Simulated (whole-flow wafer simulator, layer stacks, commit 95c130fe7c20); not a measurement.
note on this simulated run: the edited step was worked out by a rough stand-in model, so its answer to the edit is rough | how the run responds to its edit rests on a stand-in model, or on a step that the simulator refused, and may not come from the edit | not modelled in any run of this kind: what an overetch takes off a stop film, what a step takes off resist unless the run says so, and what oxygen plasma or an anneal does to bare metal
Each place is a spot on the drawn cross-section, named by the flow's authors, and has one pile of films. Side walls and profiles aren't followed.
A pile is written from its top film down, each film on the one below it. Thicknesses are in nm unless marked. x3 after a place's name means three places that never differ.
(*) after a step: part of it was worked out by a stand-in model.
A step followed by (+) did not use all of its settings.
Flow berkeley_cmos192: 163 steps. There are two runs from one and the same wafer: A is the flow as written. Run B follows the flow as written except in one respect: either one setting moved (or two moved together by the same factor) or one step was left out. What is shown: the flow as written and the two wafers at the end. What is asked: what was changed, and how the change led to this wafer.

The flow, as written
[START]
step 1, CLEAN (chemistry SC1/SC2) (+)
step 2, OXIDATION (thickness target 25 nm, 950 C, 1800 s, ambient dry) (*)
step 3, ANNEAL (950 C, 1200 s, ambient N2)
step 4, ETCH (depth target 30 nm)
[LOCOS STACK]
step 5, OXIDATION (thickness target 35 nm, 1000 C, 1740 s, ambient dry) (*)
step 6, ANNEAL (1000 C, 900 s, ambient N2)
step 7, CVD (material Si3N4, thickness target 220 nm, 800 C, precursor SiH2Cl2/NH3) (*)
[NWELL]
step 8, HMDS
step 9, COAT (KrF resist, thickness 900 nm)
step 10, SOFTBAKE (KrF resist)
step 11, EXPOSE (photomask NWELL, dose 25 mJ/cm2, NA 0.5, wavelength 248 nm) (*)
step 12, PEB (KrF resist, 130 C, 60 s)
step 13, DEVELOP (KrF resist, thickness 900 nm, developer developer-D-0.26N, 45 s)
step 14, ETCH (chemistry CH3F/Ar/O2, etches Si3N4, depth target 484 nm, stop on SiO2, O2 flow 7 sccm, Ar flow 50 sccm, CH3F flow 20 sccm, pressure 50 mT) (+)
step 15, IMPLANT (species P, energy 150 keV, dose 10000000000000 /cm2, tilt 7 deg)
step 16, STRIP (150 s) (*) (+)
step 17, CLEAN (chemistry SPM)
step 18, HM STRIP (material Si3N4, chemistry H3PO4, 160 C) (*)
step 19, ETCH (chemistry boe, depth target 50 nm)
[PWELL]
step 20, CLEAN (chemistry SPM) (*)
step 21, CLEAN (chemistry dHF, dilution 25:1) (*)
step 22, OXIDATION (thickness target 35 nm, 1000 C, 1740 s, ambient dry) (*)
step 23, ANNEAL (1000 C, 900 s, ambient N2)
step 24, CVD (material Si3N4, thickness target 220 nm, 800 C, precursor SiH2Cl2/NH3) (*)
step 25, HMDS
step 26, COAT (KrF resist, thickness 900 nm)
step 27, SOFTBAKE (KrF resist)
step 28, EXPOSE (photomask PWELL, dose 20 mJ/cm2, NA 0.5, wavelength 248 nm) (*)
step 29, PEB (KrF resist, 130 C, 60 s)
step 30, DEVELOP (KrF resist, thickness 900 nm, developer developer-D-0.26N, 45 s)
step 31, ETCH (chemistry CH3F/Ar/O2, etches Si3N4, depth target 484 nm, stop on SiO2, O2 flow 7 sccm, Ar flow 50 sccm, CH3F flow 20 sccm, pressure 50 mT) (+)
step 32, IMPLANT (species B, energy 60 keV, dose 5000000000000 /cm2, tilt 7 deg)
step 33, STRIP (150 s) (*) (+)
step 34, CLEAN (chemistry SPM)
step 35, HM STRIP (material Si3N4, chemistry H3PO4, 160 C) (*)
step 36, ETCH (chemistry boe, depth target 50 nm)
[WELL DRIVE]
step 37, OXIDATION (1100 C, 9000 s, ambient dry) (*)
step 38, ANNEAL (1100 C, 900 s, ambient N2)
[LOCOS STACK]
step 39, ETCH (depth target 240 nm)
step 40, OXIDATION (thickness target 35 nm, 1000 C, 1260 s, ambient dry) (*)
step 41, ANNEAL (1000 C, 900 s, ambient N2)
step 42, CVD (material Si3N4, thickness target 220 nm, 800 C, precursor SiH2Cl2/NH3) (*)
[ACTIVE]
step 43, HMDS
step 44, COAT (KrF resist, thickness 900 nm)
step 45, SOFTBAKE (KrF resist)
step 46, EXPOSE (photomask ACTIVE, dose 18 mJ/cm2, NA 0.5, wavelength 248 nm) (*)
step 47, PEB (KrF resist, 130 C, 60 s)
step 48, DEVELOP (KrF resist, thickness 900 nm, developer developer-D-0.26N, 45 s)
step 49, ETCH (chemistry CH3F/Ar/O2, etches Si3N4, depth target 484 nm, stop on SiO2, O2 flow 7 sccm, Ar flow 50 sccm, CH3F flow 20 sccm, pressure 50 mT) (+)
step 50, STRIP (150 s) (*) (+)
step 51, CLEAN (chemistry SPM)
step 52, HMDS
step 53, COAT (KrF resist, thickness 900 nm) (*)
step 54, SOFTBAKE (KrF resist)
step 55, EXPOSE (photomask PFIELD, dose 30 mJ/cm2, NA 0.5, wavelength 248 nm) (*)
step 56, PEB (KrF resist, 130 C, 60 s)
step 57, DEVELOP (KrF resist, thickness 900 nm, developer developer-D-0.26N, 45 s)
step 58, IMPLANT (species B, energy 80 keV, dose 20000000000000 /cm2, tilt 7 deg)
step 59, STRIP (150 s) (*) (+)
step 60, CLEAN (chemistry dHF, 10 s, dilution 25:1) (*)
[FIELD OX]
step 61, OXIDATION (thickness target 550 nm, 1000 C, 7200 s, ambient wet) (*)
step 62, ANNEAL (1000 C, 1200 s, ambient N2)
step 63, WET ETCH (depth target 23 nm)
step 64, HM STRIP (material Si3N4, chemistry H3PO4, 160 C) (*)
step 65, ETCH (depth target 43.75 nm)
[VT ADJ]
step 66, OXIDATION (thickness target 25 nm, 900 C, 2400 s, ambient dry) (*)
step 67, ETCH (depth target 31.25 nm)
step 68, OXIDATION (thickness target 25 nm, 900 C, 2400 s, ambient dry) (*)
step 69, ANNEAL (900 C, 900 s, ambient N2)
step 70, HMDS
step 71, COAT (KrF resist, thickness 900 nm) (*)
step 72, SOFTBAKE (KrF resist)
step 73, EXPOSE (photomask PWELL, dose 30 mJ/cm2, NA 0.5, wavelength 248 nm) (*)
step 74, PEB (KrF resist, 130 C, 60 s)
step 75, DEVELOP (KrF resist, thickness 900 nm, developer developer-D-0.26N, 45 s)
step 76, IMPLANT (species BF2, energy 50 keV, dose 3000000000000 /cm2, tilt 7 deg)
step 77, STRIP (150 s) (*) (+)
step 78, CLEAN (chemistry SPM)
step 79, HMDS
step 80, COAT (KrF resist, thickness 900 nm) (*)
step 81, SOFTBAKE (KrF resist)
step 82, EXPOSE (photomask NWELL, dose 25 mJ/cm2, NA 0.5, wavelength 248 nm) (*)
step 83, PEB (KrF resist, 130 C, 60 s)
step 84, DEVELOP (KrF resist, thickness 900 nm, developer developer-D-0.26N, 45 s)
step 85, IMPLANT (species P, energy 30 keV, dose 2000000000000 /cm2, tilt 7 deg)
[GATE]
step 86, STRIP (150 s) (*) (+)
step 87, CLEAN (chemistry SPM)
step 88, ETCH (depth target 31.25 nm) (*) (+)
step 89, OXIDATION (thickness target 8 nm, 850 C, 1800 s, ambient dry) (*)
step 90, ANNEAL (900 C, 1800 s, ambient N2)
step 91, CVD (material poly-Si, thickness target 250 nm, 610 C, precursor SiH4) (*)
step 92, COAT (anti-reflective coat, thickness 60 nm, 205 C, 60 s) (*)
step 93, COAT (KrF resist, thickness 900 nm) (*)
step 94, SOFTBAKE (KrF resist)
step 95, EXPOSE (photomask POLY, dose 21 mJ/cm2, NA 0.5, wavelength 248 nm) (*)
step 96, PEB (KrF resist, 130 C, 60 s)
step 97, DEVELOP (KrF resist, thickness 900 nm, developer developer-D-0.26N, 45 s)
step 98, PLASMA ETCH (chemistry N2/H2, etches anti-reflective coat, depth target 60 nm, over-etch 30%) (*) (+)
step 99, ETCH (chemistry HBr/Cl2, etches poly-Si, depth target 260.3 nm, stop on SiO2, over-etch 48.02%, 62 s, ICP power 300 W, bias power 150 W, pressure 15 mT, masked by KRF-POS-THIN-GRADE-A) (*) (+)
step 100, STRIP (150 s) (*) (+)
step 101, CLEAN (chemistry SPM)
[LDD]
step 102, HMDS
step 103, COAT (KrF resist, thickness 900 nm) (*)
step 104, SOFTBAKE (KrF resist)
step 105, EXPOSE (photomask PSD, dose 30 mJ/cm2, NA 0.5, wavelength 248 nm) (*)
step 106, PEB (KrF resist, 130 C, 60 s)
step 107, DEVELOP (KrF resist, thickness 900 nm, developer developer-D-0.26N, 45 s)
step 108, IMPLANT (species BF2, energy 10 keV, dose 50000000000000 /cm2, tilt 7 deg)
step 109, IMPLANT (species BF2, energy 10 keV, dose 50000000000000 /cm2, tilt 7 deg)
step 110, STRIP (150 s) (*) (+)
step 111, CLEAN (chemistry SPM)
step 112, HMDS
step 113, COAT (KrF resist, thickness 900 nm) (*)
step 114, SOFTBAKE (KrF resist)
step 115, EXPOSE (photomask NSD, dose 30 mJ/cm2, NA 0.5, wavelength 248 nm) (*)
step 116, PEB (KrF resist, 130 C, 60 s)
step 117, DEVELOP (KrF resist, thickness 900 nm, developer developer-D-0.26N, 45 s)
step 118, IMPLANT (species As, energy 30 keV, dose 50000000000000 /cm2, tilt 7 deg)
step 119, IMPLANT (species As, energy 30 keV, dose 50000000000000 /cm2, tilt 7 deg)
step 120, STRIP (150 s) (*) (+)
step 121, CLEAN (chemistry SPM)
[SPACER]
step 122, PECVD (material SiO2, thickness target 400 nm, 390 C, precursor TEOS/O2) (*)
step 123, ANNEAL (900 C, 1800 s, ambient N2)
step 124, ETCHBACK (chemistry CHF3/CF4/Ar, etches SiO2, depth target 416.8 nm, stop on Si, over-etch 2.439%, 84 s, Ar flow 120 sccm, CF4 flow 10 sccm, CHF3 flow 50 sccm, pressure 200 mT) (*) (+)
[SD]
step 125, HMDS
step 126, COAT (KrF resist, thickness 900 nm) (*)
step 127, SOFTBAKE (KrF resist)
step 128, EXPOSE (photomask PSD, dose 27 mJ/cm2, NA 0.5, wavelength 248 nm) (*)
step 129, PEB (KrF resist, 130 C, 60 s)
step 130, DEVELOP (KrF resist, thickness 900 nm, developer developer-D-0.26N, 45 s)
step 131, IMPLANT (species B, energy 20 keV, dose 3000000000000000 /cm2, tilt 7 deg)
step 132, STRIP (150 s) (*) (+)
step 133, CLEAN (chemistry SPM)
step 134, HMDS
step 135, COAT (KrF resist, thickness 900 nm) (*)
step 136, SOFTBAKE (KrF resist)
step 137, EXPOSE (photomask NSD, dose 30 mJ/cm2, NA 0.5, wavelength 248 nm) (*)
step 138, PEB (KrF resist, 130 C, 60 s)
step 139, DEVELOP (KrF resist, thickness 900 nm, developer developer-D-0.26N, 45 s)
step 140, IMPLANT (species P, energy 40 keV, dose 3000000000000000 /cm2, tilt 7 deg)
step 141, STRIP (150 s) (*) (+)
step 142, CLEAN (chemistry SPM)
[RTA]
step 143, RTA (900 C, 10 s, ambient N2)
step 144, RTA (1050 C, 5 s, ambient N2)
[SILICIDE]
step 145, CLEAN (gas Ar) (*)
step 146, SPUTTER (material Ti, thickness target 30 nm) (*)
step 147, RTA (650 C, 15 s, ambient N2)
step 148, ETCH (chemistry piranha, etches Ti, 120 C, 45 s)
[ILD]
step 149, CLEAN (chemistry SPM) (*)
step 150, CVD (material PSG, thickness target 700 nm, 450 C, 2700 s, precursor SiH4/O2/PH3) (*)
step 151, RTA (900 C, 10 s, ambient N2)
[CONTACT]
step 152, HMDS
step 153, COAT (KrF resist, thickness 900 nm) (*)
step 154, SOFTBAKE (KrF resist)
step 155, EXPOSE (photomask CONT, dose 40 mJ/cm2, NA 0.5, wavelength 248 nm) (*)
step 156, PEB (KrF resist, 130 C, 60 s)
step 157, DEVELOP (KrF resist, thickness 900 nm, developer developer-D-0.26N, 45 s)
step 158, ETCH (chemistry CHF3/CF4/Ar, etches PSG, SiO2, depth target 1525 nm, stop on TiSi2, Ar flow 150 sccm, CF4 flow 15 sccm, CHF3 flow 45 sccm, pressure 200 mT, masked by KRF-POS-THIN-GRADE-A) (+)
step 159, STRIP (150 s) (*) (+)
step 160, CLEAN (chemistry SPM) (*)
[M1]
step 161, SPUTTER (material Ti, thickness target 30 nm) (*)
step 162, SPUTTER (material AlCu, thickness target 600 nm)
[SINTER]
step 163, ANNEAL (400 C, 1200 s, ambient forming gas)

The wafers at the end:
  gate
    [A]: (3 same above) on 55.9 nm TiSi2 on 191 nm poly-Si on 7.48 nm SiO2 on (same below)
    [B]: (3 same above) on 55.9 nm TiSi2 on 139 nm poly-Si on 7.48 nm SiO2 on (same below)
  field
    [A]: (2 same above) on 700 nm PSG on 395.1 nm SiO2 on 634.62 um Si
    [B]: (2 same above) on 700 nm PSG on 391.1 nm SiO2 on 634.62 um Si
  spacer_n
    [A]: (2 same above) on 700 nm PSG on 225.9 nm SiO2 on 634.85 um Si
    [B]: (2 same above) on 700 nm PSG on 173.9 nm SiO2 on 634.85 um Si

The reason: step 91, CVD: thickness target 198 nm was run, whereas the flow has thickness target 250 nm.

The path from the change to this, step by step:
  step 91, CVD (material poly-Si, thickness target 250 nm, 610 C, precursor SiH4) (*)
      field, sd_n, spacer_n and 6 more: A +250 poly-Si (new film) | B +198 poly-Si (new film)
  step 99, ETCH (chemistry HBr/Cl2, etches poly-Si, depth target 260.3 nm, stop on SiO2, over-etch 48.02%, 62 s, ICP power 300 W, bias power 150 W, pressure 15 mT, masked by KRF-POS-THIN-GRADE-A) (*) (+)
      spacer_n, spacer_p: A -245.8 poly-Si (all of it), -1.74 SiO2 | B -193.8 poly-Si (all of it), -5.74 SiO2
      field: A -245.8 poly-Si (all of it), -1.74 SiO2 | B -193.9 poly-Si (all of it), -5.73 SiO2
      (and at 4 other places as well)
  step 103, COAT (KrF resist, thickness 900 nm) (*)
      gate: A +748 KrF resist (new film) | B +790.3 KrF resist (new film)
      gate_p: A +744.1 KrF resist (new film) | B +786.3 KrF resist (new film)
  step 107, DEVELOP (KrF resist, thickness 900 nm, developer developer-D-0.26N, 45 s)
      gate_p: A -742.9 KrF resist (all of it) | B -785.1 KrF resist (all of it)
  step 110, STRIP (150 s) (*) (+)
      gate: A -732.7 KrF resist (all of it), +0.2 chemical SiO2, -0.09 poly-Si | B -774.8 KrF resist (all of it), +0.2 chemical SiO2, -0.09 poly-Si
  step 113, COAT (KrF resist, thickness 900 nm) (*)
      gate: A +747.9 KrF resist (new film) | B +789.6 KrF resist (new film)
      gate_p: A +743.9 KrF resist (new film) | B +785.6 KrF resist (new film)
  step 117, DEVELOP (KrF resist, thickness 900 nm, developer developer-D-0.26N, 45 s)
      gate: A -746.8 KrF resist (all of it) | B -788.3 KrF resist (all of it)
  step 120, STRIP (150 s) (*) (+)
      gate_p: A -728.6 KrF resist (all of it), +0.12 chemical SiO2, -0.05 poly-Si | B -770.1 KrF resist (all of it), +0.12 chemical SiO2, -0.05 poly-Si
  step 124, ETCHBACK (chemistry CHF3/CF4/Ar, etches SiO2, depth target 416.8 nm, stop on Si, over-etch 2.439%, 84 s, Ar flow 120 sccm, CF4 flow 10 sccm, CHF3 flow 50 sccm, pressure 200 mT) (*) (+)
      spacer_n: A -160 SiO2 | B -208 SiO2
      spacer_p: A -159.9 SiO2 | B -207.9 SiO2
  step 126, COAT (KrF resist, thickness 900 nm) (*)
      spacer_n: A +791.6 KrF resist (new film) | B +829.3 KrF resist (new film)
      gate: A +771.5 KrF resist (new film) | B +808.3 KrF resist (new film)
      (and at 2 other places as well)
  step 130, DEVELOP (KrF resist, thickness 900 nm, developer developer-D-0.26N, 45 s)
      spacer_p: A -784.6 KrF resist (all of it) | B -822.3 KrF resist (all of it)
      gate_p: A -764.3 KrF resist (all of it) | B -801.2 KrF resist (all of it)
  step 132, STRIP (150 s) (*) (+)
      spacer_n: A -776.1 KrF resist (all of it) | B -813.7 KrF resist (all of it)
      gate: A +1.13 chemical SiO2 (new film), -756.1 KrF resist (all of it), -0.5 poly-Si | B +1.13 chemical SiO2 (new film), -792.9 KrF resist (all of it), -0.5 poly-Si
  step 135, COAT (KrF resist, thickness 900 nm) (*)
      spacer_n: A +791.1 KrF resist (new film) | B +828.9 KrF resist (new film)
      gate: A +770.3 KrF resist (new film) | B +807.3 KrF resist (new film)
      (and at 2 other places as well)
  step 139, DEVELOP (KrF resist, thickness 900 nm, developer developer-D-0.26N, 45 s)
      spacer_n: A -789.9 KrF resist (all of it) | B -827.6 KrF resist (all of it)
      gate: A -769.1 KrF resist (all of it) | B -806 KrF resist (all of it)
  step 141, STRIP (150 s) (*) (+)
      spacer_p: A -770.2 KrF resist (all of it) | B -807.9 KrF resist (all of it)
      gate_p: A -749.1 KrF resist (all of it), +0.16 chemical SiO2 | B -786 KrF resist (all of it), +0.16 chemical SiO2
  step 153, COAT (KrF resist, thickness 900 nm) (*)
      spacer_n: A +829.8 KrF resist (new film) | B +857.6 KrF resist (new film)
      gate: A +809.7 KrF resist (new film) | B +834.5 KrF resist (new film)
      (and at 2 other places as well)
  step 159, STRIP (150 s) (*) (+)
      spacer_n: A -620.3 KrF resist (all of it) | B -648 KrF resist (all of it)
      gate: A -600.1 KrF resist (all of it) | B -625 KrF resist (all of it)
      (and at 2 other places as well)
